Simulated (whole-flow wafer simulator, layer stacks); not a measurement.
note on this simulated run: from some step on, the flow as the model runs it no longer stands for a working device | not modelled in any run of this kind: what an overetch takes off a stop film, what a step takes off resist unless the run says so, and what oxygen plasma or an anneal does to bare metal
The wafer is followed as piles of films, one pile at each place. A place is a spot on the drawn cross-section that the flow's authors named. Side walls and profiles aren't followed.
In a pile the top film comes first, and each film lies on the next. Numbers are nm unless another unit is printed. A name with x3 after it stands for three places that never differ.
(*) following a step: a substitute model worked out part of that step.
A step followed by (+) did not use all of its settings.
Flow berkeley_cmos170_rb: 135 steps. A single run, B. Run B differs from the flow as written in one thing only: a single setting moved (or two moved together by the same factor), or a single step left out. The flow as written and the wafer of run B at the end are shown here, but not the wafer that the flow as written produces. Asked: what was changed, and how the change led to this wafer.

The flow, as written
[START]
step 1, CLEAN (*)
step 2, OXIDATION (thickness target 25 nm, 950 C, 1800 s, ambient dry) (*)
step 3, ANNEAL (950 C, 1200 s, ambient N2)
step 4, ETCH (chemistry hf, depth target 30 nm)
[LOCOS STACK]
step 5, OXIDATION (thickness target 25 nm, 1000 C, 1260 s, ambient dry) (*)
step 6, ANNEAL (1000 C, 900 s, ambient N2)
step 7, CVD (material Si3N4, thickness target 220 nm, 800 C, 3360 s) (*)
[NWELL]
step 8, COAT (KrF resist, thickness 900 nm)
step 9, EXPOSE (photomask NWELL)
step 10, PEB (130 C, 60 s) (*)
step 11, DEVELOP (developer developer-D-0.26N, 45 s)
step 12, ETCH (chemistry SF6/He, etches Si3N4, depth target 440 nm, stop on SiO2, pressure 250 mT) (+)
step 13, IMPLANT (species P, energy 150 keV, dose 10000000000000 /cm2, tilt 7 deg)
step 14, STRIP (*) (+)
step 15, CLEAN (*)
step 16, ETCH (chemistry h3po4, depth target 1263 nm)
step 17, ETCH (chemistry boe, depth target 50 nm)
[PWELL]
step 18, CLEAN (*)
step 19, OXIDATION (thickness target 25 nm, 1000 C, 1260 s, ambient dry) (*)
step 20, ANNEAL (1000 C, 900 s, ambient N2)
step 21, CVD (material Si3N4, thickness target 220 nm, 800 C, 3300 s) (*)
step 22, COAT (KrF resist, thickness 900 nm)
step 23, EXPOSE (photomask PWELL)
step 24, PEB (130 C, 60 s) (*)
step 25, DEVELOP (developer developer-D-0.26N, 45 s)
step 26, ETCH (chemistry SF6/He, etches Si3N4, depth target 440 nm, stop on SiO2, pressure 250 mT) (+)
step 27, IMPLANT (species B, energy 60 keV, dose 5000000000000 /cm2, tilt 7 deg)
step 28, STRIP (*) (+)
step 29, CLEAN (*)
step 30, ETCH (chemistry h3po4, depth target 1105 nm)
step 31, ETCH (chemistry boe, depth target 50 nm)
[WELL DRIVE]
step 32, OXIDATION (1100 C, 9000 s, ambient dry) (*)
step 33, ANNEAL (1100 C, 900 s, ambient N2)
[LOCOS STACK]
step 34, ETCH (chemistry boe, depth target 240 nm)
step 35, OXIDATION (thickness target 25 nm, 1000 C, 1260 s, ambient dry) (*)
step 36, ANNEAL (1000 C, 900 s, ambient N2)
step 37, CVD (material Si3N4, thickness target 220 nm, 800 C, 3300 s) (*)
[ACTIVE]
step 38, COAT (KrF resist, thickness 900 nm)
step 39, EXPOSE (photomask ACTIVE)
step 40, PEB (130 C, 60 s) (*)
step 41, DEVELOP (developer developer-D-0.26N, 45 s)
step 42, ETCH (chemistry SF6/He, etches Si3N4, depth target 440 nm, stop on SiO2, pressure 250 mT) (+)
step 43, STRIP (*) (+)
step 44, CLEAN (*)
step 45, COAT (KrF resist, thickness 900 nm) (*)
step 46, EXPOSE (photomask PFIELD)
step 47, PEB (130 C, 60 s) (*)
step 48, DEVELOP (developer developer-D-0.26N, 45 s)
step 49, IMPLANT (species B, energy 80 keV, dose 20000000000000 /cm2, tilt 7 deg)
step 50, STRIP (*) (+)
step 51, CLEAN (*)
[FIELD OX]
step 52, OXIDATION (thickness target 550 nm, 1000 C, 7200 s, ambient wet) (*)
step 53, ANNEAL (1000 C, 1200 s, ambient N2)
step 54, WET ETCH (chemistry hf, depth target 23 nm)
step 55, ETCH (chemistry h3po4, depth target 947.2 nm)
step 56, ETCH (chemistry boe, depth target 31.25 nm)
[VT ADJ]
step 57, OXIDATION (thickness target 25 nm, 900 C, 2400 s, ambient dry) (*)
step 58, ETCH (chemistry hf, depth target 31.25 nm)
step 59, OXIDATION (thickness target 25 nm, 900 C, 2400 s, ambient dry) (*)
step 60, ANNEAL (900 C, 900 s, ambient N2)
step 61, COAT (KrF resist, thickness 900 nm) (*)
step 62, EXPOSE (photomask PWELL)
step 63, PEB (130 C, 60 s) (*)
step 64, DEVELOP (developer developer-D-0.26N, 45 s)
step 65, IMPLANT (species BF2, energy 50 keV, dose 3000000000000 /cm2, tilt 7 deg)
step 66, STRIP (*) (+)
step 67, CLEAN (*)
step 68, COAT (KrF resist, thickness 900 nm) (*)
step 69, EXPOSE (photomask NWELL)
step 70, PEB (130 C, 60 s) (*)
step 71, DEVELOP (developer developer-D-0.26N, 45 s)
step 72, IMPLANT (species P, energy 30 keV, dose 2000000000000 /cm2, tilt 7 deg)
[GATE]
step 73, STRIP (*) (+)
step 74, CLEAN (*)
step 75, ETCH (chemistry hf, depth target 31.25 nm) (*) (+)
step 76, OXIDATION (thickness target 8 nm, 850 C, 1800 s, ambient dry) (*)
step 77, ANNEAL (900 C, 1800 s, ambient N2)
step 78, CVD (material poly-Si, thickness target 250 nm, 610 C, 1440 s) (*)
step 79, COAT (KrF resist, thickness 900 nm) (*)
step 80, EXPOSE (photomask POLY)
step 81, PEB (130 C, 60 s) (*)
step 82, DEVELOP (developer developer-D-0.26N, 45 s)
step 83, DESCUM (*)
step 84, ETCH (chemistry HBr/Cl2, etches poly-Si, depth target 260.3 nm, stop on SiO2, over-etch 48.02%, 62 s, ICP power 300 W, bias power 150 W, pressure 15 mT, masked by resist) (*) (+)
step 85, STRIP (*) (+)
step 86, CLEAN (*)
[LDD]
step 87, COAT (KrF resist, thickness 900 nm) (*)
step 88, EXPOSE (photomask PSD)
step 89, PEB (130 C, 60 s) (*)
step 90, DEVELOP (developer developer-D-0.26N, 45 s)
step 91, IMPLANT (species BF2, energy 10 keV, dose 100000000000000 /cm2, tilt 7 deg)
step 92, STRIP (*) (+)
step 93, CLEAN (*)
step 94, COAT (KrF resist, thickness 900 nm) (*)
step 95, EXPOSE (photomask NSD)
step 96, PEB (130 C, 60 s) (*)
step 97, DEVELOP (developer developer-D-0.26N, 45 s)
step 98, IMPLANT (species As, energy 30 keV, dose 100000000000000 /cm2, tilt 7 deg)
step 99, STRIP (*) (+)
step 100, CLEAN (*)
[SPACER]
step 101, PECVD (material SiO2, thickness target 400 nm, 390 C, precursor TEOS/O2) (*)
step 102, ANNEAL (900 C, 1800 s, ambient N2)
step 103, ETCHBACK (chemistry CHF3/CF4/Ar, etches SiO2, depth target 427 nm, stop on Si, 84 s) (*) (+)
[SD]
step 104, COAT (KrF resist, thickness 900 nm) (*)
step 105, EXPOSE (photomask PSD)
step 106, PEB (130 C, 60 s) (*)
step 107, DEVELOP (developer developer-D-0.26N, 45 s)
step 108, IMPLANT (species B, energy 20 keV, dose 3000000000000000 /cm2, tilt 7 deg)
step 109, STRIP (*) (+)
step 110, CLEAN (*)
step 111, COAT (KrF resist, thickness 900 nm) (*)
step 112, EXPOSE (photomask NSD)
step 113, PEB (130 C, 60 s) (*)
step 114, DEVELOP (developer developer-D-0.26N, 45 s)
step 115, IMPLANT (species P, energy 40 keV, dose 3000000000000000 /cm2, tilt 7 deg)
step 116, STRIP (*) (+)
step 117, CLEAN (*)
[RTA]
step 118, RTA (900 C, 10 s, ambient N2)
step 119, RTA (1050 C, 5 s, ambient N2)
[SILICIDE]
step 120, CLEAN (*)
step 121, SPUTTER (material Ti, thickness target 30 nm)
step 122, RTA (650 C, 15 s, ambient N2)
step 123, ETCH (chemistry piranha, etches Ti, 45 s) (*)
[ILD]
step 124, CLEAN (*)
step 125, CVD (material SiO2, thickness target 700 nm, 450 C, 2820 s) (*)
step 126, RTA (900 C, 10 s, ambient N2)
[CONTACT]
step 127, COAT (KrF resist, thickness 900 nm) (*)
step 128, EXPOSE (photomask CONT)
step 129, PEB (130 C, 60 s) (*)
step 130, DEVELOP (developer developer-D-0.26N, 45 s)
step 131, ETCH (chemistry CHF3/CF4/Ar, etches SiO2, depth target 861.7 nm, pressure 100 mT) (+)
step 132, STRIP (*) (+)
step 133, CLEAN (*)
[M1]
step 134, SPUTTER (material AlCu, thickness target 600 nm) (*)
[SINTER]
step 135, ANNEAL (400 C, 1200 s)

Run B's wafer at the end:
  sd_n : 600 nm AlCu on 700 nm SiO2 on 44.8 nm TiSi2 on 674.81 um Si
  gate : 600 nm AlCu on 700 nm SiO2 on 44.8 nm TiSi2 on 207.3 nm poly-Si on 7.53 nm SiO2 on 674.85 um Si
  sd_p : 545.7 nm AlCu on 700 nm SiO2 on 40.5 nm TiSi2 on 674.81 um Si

The reason: step 121, SPUTTER: thickness target 24 nm was run, while the flow as written has thickness target 30 nm.

Step by step, how the change led to this:
  step 121, SPUTTER (material Ti, thickness target 30 nm)
      field, sd_n, spacer_n, gate, spacer_p, gate_p, contact, m1: +24 Ti (new film) (it would be, as written: +30 Ti (new film))
      sd_p: +21.7 Ti (new film) (it would be, as written: +27.1 Ti (new film))
  step 122, RTA (650 C, 15 s, ambient N2)
      sd_n, contact, m1: -18.7 Ti, +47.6 TiSi2 C49 (new film), -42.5 Si (it would be, as written: -23.4 Ti, +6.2 TiSi first (new film), +50.3 TiSi2 C49 (new film), -49 Si)
      gate, gate_p: -18.7 Ti, +47.6 TiSi2 C49 (new film), -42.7 poly-Si (it would be, as written: -23.4 Ti, +6.2 TiSi first (new film), +50.3 TiSi2 C49 (new film), -49.2 poly-Si)
      (as well as at 1 more place)
  step 123, ETCH (chemistry piranha, etches Ti, 45 s) (*)
      sd_n, gate, gate_p, contact, m1: -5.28 Ti (all of it) (it would be, as written: -6.6 Ti (all of it))
      field, spacer_n, spacer_p: -24 Ti (all of it) (it would be, as written: -30 Ti (all of it))
      (as well as at 1 more place)
  step 126, RTA (900 C, 10 s, ambient N2)
      sd_n, contact, m1: under 1 film: +44.8 TiSi2 (new film), -47.6 TiSi2 C49 (all of it) (it would be, as written: under 1 film: +56 TiSi2 (new film), -6.2 TiSi first (all of it), -50.3 TiSi2 C49 (all of it), -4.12 Si)
      gate, gate_p: under 1 film: +44.8 TiSi2 (new film), -47.6 TiSi2 C49 (all of it) (it would be, as written: under 1 film: +56 TiSi2 (new film), -6.2 TiSi first (all of it), -50.3 TiSi2 C49 (all of it), -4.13 poly-Si)
      (as well as at 1 more place)
